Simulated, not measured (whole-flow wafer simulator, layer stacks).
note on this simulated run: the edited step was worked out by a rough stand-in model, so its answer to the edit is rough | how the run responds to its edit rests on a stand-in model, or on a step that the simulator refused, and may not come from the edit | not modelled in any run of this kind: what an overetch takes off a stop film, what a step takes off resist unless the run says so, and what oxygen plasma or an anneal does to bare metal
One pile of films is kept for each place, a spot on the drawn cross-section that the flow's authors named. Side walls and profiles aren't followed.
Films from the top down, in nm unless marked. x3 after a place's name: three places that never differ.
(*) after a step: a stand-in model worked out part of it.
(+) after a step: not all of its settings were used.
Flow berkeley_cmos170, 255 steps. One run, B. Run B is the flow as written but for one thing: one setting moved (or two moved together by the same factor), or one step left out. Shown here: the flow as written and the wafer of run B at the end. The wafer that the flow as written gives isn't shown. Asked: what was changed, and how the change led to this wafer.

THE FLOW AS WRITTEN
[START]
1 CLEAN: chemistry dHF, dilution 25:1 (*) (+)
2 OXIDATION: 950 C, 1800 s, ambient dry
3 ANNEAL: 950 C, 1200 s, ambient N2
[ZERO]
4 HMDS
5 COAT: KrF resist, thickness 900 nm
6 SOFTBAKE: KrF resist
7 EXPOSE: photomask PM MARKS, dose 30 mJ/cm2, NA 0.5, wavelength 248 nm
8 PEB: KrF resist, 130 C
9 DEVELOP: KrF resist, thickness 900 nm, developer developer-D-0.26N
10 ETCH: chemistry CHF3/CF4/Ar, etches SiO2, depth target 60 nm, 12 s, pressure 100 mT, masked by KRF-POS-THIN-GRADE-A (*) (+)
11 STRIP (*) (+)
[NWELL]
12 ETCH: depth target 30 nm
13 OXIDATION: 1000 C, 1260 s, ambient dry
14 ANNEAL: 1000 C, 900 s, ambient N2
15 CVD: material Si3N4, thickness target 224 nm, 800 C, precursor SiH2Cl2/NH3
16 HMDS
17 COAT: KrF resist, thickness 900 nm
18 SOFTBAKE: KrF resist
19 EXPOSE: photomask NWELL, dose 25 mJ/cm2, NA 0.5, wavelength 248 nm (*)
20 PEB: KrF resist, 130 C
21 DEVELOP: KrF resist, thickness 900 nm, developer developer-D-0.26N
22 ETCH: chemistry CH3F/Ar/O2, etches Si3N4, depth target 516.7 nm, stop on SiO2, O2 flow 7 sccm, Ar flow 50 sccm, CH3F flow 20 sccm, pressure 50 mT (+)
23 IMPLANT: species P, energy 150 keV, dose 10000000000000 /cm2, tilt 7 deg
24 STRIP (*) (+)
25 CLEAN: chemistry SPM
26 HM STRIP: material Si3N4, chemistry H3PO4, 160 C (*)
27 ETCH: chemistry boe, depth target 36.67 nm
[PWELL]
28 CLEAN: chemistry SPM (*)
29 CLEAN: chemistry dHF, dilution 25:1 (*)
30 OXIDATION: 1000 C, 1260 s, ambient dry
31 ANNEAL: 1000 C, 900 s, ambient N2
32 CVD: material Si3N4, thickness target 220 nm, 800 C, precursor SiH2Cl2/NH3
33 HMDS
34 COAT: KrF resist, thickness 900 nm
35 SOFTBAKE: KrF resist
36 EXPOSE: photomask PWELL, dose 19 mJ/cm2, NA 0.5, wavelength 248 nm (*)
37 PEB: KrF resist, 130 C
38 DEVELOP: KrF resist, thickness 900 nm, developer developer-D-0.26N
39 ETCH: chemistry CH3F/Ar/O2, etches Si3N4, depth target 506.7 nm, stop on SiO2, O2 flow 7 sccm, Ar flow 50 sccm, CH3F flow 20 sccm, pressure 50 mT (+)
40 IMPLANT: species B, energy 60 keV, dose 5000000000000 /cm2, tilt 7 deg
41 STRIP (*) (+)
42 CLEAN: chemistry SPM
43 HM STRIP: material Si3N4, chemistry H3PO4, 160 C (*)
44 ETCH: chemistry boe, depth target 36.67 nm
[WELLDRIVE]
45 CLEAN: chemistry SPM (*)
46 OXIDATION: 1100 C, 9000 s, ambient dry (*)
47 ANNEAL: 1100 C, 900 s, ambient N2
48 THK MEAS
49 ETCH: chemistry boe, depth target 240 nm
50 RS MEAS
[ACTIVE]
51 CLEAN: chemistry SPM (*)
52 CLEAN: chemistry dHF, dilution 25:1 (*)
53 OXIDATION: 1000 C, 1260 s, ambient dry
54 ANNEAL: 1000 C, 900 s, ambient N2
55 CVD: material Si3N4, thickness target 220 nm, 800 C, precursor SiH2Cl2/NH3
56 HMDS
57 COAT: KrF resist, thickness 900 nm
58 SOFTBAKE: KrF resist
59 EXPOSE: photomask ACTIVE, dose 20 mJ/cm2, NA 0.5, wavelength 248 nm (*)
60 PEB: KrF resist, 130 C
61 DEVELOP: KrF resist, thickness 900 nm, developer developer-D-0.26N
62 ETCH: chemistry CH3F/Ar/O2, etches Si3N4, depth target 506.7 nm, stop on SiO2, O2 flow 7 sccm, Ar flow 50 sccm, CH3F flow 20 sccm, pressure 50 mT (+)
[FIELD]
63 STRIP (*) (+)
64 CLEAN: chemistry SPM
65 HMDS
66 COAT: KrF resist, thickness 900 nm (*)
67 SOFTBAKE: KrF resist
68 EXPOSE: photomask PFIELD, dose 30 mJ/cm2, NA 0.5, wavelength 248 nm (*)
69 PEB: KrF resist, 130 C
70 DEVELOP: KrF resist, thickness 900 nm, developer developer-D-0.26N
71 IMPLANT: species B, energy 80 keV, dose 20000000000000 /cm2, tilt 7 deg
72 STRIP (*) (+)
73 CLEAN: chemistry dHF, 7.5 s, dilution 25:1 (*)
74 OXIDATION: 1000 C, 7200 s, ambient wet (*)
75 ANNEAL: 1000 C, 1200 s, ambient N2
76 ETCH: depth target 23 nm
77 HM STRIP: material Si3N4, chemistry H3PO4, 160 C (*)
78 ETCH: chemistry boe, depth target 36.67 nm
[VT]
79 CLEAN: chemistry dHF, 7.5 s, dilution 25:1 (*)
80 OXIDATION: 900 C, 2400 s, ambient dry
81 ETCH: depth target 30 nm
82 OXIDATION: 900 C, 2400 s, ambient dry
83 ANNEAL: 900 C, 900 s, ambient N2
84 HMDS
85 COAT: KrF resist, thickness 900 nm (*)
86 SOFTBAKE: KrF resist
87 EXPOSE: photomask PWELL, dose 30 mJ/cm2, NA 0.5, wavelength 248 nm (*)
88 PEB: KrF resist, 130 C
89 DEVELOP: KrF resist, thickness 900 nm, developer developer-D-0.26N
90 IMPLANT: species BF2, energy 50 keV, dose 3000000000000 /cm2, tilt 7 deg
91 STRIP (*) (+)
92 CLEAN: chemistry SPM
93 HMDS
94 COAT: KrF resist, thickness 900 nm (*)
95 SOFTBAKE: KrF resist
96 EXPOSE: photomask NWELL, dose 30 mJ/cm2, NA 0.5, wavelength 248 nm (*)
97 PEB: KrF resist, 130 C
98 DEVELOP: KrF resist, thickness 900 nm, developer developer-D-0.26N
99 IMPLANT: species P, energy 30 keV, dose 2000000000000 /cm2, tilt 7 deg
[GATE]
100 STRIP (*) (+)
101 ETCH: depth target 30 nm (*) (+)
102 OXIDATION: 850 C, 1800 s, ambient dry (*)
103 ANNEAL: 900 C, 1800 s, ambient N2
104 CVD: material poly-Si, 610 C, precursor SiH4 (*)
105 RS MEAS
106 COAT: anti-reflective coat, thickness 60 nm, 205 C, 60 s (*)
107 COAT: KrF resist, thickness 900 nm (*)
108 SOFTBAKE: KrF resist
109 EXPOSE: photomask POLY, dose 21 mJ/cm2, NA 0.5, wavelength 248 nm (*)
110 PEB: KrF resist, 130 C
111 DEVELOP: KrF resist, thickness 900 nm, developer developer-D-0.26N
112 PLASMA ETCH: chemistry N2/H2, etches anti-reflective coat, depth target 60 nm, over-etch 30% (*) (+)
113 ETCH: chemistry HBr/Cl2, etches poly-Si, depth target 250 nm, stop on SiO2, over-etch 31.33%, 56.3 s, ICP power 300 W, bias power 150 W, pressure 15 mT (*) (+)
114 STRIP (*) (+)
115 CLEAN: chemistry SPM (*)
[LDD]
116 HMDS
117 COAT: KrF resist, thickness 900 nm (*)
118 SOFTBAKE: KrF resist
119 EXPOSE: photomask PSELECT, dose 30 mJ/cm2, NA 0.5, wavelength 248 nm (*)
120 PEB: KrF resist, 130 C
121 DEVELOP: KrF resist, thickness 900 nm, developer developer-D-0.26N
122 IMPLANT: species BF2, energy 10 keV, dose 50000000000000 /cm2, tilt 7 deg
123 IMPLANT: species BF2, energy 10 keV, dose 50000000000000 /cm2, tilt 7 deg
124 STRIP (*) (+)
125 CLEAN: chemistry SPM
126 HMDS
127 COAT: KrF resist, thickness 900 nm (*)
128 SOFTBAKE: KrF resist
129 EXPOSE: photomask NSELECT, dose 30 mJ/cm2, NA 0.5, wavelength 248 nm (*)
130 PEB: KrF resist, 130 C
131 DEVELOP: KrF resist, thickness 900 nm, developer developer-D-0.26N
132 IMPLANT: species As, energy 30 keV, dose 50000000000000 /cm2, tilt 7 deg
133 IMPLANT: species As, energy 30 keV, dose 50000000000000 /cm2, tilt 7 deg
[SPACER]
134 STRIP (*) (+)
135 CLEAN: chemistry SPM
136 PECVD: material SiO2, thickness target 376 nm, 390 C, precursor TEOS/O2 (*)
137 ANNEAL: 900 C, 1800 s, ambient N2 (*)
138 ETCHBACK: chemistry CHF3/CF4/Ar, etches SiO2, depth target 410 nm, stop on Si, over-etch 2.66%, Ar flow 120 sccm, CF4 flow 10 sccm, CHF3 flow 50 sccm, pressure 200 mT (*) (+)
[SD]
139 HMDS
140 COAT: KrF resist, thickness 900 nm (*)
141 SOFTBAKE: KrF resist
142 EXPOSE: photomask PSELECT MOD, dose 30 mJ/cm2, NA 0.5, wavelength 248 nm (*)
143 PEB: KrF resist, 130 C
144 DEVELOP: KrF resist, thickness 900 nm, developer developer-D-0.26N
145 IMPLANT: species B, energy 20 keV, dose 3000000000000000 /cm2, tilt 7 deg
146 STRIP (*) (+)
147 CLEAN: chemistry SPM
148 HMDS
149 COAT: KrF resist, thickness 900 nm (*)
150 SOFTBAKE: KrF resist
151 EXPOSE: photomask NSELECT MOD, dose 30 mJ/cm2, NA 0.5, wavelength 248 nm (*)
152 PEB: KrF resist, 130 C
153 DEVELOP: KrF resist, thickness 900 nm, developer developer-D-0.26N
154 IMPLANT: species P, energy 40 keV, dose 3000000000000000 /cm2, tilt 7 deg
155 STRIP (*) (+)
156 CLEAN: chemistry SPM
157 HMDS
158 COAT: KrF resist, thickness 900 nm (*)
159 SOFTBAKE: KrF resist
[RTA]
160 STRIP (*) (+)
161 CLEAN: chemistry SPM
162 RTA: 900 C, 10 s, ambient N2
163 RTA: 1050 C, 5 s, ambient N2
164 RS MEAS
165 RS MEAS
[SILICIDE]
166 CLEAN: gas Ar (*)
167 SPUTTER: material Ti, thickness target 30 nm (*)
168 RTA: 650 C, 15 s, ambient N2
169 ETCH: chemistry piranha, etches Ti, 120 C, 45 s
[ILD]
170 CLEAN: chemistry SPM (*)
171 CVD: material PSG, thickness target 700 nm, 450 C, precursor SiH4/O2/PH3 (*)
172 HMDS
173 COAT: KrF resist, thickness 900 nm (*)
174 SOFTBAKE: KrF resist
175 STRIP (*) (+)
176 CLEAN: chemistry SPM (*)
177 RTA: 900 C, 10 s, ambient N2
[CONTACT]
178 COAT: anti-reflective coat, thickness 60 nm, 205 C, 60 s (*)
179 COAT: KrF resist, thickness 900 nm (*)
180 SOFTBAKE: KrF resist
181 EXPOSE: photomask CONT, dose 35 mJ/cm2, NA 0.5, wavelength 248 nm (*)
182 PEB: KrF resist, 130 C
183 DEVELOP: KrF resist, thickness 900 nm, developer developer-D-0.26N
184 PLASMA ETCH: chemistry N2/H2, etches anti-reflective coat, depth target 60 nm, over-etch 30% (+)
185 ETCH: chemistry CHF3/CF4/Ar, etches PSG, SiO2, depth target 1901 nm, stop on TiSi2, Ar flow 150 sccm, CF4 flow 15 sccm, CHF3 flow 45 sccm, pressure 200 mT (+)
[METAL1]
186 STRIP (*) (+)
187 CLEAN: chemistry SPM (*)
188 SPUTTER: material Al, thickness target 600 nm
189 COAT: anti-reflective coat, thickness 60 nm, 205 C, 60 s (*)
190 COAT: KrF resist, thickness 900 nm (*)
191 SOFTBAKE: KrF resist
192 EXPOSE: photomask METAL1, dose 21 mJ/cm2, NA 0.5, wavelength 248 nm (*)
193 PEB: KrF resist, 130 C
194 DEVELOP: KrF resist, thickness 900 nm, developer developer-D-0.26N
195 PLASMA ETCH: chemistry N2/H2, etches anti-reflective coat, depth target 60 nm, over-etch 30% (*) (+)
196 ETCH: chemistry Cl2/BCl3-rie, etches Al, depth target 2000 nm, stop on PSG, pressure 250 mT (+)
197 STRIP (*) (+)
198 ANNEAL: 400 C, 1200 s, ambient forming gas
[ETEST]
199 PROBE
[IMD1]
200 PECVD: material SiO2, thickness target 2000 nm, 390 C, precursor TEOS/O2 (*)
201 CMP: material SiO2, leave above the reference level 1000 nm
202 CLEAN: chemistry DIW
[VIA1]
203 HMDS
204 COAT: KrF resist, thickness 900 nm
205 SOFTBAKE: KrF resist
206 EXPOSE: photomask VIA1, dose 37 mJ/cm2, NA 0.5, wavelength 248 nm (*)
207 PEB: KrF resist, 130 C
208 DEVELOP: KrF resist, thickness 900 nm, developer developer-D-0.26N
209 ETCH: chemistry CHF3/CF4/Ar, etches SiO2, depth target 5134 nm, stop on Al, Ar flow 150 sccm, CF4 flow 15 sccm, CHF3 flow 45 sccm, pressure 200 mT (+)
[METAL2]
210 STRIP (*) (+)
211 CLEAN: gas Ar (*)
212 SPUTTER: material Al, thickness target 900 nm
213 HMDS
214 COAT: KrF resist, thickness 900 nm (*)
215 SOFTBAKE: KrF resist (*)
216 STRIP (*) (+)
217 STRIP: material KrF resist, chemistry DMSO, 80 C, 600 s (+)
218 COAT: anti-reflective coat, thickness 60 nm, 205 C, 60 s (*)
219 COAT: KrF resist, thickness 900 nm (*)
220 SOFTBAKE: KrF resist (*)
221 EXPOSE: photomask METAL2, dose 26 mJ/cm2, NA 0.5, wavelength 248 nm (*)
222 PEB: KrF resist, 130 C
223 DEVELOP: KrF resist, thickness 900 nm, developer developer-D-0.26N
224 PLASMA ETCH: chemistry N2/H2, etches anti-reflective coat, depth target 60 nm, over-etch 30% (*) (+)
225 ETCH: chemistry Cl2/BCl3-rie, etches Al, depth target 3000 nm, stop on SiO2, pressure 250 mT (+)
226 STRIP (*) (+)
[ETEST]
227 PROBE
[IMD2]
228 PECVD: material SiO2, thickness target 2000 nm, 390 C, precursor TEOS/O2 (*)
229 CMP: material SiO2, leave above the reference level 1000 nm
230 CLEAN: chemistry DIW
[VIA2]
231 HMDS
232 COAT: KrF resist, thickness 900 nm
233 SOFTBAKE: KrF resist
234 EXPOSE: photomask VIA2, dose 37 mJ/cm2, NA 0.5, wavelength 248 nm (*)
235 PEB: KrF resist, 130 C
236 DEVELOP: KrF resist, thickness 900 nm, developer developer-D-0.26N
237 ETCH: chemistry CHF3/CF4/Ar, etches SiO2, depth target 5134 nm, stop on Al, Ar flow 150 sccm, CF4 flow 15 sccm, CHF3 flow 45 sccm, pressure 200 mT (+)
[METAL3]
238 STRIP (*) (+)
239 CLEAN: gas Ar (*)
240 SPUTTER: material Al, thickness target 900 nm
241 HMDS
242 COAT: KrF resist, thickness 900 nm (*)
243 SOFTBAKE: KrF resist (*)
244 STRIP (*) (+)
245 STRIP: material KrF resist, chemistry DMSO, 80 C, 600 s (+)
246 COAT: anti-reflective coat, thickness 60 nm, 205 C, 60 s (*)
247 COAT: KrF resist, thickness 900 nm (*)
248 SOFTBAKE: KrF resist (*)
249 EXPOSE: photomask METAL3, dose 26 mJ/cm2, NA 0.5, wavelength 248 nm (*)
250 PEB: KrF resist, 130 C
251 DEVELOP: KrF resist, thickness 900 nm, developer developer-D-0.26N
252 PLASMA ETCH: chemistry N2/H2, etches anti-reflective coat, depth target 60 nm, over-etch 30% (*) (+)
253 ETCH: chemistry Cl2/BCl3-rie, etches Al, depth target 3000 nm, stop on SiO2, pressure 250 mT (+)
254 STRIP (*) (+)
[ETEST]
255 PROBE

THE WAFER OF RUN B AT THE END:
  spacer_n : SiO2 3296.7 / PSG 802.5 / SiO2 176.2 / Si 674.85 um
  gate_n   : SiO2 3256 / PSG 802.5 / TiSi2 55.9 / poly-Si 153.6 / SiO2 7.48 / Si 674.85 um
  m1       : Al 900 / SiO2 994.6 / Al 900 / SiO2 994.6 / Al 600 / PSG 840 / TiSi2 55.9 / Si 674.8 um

The cause: step 171, CVD: thickness target 840 nm was run, where the flow has thickness target 700 nm.
It can be read off the wafer: m1 has PSG 840, and step 171 as written asks for 700 nm.

How the change led to this, step by step:
  171 CVD: material PSG, thickness target 700 nm, 450 C, precursor SiH4/O2/PH3 (*)
      field, sd_n, spacer_n and 9 more: PSG +840 (new film) (as written it would be: PSG +700 (new film))
  185 ETCH: chemistry CHF3/CF4/Ar, etches PSG, SiO2, depth target 1901 nm, stop on TiSi2, Ar flow 150 sccm, CF4 flow 15 sccm, CHF3 flow 45 sccm, pressure 200 mT (+)
      field, sd_n, spacer_n and 8 more: KrF resist -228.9 (as written it would be: KrF resist -193.9)
      contact: PSG -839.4 (all of it), TiSi2 -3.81 (as written it would be: PSG -699.4 (all of it), TiSi2 -3.81)
  186 STRIP (*) (+)
      field: KrF resist -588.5 (all of it), anti-reflective coat -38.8 (all of it) (as written it would be: KrF resist -623.9 (all of it), anti-reflective coat -38.6 (all of it))
      sd_n: KrF resist -607.5 (all of it), anti-reflective coat -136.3 (all of it) (as written it would be: KrF resist -643.8 (all of it), anti-reflective coat -135.1 (all of it))
      (and at 9 more places)
  188 SPUTTER: material Al, thickness target 600 nm
      contact: Al +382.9 (new film) (as written it would be: Al +415.7 (new film))
  189 COAT: anti-reflective coat, thickness 60 nm, 205 C, 60 s (*)
      sd_n: anti-reflective coat +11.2 (new film) (as written it would be: anti-reflective coat +17.7 (new film))
      contact: anti-reflective coat +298 (new film) (as written it would be: anti-reflective coat +261.9 (new film))
  190 COAT: KrF resist, thickness 900 nm (*)
      contact: KrF resist +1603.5 (new film) (as written it would be: KrF resist +1495.4 (new film))
  195 PLASMA ETCH: chemistry N2/H2, etches anti-reflective coat, depth target 60 nm, over-etch 30% (*) (+)
      sd_n: anti-reflective coat -11.2 (all of it) (as written it would be: anti-reflective coat -17.7 (all of it))
  197 STRIP (*) (+)
      contact: KrF resist -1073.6 (all of it), anti-reflective coat -298 (all of it) (as written it would be: KrF resist -966.1 (all of it), anti-reflective coat -261.9 (all of it))
  201 CMP: material SiO2, leave above the reference level 1000 nm
      contact: nothing (as written it would be: SiO2 -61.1)
  204 COAT: KrF resist, thickness 900 nm
      contact: KrF resist +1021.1 (new film) (as written it would be: KrF resist +900 (new film))
  210 STRIP (*) (+)
      contact: KrF resist -729.8 (all of it) (as written it would be: KrF resist -608.9 (all of it))
  214 COAT: KrF resist, thickness 900 nm (*)
      contact: KrF resist +1014.6 (new film) (as written it would be: KrF resist +889.8 (new film))
  216 STRIP (*) (+)
      contact: KrF resist -1014.6 (all of it) (as written it would be: KrF resist -889.8 (all of it))
  218 COAT: anti-reflective coat, thickness 60 nm, 205 C, 60 s (*)
      sd_n: anti-reflective coat +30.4 (new film) (as written it would be: anti-reflective coat +64.1 (new film))
      sd_p: anti-reflective coat +62.3 (new film) (as written it would be: anti-reflective coat +59.7 (new film))
      (and at 1 more place)
  219 COAT: KrF resist, thickness 900 nm (*)
      contact: KrF resist +966 (new film) (as written it would be: KrF resist +888.8 (new film))
  224 PLASMA ETCH: chemistry N2/H2, etches anti-reflective coat, depth target 60 nm, over-etch 30% (*) (+)
      contact, m1, via1, m2, via2: KrF resist -45 (as written it would be: KrF resist -46.3)
      sd_n: anti-reflective coat -30.4 (all of it) (as written it would be: anti-reflective coat -64.1 (all of it))
      (and at 1 more place)
  ... 1 more step ...
  229 CMP: material SiO2, leave above the reference level 1000 nm
      contact: SiO2 -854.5 (as written it would be: SiO2 -1000)
